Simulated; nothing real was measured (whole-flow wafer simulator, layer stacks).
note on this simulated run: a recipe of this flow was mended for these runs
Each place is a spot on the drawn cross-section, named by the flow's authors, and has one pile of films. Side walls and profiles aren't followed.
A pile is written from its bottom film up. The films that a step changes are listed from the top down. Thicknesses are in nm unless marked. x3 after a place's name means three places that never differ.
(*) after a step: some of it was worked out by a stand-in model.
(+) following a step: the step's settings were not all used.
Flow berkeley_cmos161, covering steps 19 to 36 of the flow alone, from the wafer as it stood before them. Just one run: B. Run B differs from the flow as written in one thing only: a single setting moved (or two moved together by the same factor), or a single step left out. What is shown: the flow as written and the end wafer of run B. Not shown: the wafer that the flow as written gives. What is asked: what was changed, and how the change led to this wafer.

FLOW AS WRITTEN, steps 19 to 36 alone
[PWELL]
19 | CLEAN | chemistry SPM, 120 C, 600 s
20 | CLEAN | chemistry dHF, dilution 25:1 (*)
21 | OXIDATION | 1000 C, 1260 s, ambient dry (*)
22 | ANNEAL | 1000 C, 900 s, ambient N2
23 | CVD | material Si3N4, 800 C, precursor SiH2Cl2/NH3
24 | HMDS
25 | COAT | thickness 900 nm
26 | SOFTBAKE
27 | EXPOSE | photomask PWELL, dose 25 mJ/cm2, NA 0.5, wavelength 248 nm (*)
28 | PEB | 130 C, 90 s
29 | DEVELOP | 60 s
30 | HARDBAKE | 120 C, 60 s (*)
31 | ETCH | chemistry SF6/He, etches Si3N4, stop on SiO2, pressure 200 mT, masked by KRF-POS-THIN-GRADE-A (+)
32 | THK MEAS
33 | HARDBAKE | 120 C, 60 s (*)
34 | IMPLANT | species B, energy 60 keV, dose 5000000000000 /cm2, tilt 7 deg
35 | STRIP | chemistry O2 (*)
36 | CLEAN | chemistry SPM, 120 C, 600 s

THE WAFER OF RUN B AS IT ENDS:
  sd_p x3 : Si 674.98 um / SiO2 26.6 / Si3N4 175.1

Cause: step 23, CVD: 777 C was run, whereas the flow has 800 C.

How this came from the change, step by step:
  23 | CVD | material Si3N4, 800 C, precursor SiH2Cl2/NH3
      field x6, sd_p x3: +175.1 Si3N4 (new film) (in the flow as written it would be: +229.8 Si3N4 (new film))
  31 | ETCH | chemistry SF6/He, etches Si3N4, stop on SiO2, pressure 200 mT, masked by KRF-POS-THIN-GRADE-A (+)
      field x6: -175.1 Si3N4 (all of it), -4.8 SiO2 (in the flow as written it would be: -229.8 Si3N4 (all of it), -4.8 SiO2)
      sd_p x3: -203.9 KrF-resist (in the flow as written it would be: -263.3 KrF-resist)
  35 | STRIP | chemistry O2 (*)
      sd_p x3: -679 KrF-resist (all of it) (in the flow as written it would be: -619.6 KrF-resist (all of it))
